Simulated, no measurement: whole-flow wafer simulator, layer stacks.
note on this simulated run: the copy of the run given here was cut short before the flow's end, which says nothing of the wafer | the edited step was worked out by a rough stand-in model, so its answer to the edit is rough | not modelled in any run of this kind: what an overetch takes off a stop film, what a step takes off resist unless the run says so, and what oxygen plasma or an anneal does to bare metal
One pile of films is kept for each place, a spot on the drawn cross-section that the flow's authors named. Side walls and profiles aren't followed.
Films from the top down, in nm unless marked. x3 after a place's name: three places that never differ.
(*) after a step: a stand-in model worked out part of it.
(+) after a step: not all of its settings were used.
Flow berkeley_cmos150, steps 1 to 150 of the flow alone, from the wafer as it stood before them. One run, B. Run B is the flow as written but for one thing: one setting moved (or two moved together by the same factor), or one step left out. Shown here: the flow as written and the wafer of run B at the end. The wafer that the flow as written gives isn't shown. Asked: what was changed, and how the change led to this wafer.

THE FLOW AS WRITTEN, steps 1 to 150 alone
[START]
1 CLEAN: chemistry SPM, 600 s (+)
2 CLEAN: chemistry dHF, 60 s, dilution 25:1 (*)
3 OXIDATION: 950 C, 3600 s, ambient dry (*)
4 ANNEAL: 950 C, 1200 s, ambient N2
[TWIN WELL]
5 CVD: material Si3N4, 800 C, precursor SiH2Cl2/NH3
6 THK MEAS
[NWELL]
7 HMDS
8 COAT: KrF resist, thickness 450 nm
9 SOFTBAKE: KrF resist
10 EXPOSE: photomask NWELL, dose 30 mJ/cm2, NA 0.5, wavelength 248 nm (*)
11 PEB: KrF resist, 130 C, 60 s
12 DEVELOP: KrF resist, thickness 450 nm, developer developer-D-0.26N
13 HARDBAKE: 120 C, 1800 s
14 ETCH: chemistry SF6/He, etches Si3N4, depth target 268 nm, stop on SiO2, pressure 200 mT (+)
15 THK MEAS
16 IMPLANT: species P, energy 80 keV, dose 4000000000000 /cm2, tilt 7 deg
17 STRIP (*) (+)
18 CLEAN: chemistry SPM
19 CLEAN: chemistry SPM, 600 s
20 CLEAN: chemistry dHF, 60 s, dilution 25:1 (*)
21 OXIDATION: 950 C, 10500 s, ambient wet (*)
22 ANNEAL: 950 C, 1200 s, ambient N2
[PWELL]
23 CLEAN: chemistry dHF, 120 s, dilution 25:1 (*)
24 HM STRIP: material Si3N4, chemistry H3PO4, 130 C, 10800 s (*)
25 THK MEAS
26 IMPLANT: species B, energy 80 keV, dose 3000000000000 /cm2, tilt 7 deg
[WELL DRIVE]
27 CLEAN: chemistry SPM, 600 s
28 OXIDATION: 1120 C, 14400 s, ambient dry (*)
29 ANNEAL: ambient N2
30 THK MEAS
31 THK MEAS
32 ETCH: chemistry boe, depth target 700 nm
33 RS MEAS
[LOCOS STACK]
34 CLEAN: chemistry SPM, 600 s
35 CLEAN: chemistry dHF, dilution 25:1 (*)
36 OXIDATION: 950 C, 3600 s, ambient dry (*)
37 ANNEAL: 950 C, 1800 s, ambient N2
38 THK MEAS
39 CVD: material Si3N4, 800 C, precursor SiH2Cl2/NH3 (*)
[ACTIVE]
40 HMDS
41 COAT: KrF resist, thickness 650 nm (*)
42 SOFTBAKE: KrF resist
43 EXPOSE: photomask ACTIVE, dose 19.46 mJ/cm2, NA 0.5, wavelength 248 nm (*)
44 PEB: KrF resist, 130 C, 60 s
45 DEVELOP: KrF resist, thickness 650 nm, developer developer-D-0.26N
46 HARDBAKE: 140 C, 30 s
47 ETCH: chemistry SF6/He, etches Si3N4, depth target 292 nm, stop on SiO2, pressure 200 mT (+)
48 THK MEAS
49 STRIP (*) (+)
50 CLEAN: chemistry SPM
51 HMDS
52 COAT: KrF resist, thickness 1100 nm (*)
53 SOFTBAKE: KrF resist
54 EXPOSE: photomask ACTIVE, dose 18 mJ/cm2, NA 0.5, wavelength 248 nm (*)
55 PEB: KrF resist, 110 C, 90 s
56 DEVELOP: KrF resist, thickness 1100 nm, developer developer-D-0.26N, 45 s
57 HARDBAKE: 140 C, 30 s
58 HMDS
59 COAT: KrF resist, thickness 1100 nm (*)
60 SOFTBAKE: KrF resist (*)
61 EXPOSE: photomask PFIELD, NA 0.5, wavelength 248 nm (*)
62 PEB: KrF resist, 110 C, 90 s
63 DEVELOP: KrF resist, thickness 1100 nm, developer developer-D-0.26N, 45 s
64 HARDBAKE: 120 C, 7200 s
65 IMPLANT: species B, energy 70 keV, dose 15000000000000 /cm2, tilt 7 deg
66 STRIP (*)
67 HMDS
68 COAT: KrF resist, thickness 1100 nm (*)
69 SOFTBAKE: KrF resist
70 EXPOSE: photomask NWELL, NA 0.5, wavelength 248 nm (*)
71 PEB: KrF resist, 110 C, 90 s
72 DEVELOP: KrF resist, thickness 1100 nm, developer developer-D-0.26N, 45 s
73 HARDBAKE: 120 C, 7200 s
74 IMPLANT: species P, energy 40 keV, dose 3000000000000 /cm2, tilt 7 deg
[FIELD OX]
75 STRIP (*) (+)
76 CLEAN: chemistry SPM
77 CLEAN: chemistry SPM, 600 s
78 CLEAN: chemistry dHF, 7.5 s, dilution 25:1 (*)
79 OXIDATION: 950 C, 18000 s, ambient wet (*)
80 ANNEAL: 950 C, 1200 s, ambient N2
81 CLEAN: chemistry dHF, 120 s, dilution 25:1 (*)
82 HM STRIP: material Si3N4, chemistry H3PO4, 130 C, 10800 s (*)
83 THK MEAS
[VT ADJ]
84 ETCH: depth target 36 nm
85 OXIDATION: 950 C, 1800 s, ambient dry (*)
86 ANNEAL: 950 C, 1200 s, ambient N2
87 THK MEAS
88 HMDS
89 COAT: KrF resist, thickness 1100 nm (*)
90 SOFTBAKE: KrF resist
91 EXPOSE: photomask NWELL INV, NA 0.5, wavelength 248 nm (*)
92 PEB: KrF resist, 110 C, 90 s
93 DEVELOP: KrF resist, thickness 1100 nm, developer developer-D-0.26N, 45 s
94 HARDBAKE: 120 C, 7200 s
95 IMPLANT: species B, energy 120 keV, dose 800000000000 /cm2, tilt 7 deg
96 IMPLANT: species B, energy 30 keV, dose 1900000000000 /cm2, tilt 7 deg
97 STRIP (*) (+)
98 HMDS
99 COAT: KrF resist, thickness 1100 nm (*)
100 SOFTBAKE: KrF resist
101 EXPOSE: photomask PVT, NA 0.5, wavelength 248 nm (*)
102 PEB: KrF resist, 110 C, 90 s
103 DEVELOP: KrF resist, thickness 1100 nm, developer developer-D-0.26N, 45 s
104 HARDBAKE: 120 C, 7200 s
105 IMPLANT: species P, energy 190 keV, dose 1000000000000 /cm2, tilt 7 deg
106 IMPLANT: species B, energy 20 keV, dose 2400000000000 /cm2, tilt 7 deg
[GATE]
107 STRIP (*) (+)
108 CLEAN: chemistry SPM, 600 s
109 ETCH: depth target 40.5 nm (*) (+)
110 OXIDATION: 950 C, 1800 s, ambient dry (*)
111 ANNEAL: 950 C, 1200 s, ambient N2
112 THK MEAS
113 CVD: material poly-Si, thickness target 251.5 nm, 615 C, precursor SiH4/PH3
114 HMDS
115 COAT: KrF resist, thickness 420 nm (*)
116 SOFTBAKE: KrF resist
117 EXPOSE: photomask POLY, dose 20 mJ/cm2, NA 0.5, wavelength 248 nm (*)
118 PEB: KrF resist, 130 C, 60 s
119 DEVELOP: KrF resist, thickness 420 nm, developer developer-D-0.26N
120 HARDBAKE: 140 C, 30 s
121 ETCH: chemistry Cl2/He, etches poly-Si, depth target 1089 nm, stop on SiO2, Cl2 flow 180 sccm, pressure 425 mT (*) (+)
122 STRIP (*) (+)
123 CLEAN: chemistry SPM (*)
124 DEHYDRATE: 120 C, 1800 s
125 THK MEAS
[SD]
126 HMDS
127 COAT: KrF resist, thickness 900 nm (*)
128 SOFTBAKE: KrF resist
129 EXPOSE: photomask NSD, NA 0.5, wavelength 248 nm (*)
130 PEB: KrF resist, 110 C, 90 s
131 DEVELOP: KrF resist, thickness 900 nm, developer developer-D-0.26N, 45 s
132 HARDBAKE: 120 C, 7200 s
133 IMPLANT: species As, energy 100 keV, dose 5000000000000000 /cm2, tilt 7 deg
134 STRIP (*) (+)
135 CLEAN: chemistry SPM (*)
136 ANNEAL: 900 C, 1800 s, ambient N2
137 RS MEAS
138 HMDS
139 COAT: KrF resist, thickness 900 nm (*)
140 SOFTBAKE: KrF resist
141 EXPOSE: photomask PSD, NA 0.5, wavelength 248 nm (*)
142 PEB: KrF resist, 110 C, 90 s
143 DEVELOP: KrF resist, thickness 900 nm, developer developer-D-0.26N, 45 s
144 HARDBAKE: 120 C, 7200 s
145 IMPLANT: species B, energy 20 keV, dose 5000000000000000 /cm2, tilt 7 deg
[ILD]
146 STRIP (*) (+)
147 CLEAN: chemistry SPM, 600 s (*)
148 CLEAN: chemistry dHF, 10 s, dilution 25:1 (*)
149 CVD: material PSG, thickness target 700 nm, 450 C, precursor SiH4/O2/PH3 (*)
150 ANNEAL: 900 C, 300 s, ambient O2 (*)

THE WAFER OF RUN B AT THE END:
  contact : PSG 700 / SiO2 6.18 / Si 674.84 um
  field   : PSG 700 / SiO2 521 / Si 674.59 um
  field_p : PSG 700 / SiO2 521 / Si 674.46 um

The cause: step 110, OXIDATION: 890 C was run, where the flow has 950 C.

How the change led to this, step by step:
  110 OXIDATION: 950 C, 1800 s, ambient dry (*)
      sd_n, gate_n, sd_p, gate_p, contact, m1: SiO2 +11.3 (new film), Si -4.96 (as written it would be: SiO2 +20.4 (new film), Si -8.98)
      field, field_p: SiO2 +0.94, Si -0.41 (as written it would be: SiO2 +2.49, Si -1.09)
